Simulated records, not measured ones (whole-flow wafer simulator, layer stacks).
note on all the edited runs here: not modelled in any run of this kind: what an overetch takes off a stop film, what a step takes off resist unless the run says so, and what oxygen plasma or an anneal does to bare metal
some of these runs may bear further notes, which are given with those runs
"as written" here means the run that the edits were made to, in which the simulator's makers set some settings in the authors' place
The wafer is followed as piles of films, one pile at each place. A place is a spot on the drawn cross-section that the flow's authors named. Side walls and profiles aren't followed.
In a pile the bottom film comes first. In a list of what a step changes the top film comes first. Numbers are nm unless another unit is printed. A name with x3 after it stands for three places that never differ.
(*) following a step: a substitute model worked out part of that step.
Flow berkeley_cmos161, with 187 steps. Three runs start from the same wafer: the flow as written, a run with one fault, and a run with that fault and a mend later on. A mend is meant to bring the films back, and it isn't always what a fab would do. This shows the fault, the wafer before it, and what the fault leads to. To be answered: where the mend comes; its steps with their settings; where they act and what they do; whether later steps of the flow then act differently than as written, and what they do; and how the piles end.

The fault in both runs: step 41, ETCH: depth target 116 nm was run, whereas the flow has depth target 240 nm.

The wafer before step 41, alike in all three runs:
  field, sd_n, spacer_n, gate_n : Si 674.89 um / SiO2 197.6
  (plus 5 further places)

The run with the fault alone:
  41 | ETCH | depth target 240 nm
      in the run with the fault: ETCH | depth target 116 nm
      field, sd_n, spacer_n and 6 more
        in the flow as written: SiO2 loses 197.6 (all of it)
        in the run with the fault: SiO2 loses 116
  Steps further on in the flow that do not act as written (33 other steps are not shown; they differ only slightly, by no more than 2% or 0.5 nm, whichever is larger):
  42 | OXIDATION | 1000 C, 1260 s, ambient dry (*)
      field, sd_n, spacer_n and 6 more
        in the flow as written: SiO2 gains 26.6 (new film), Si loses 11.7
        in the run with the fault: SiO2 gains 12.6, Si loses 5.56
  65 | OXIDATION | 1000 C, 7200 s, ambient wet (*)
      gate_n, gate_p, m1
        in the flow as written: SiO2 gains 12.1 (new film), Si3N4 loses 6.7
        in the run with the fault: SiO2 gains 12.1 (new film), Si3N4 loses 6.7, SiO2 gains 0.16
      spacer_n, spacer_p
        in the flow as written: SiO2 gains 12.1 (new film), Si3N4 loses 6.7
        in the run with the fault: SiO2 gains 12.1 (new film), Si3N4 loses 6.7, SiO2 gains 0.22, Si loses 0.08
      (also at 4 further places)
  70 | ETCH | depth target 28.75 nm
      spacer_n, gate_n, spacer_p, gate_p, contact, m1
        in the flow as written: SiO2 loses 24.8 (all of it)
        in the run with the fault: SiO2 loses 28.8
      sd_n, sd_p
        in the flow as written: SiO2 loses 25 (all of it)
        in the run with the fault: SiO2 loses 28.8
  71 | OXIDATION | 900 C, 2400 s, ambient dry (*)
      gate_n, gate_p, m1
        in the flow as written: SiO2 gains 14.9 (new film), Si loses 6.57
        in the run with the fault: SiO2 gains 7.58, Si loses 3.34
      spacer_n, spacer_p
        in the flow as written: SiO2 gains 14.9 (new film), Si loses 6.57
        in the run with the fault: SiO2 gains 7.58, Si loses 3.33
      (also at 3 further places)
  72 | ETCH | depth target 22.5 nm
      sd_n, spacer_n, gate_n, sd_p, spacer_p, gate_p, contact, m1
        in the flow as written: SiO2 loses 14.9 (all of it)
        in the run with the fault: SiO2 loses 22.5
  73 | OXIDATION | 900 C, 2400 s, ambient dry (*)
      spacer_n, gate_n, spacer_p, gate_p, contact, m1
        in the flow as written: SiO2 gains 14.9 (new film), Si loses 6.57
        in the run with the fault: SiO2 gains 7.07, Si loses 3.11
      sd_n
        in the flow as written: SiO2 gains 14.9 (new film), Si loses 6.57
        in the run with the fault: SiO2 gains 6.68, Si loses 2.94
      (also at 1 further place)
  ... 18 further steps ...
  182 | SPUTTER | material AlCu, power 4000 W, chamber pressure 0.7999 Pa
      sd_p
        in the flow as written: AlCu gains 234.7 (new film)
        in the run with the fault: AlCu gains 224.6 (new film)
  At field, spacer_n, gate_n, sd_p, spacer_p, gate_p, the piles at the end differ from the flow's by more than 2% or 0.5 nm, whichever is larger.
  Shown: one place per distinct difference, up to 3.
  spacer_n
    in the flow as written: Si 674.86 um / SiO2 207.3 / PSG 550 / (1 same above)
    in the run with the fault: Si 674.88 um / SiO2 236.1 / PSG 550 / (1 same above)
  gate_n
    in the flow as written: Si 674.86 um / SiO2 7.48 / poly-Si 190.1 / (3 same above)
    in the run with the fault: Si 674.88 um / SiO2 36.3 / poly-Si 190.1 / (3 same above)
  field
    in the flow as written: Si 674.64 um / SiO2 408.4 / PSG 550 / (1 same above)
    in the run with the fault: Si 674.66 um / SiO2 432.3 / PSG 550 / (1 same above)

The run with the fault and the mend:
  The mend stands after step 41.
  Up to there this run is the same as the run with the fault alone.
  41a | ETCH | depth target 124 nm (a further turn of the flow's step 41, with different settings)
      field, sd_n, spacer_n and 6 more
        SiO2 loses 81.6 (all of it)
  Every later step of the flow that is run acts as written at every place that is followed.
  The piles end the same as the flow's at every place that both follow.
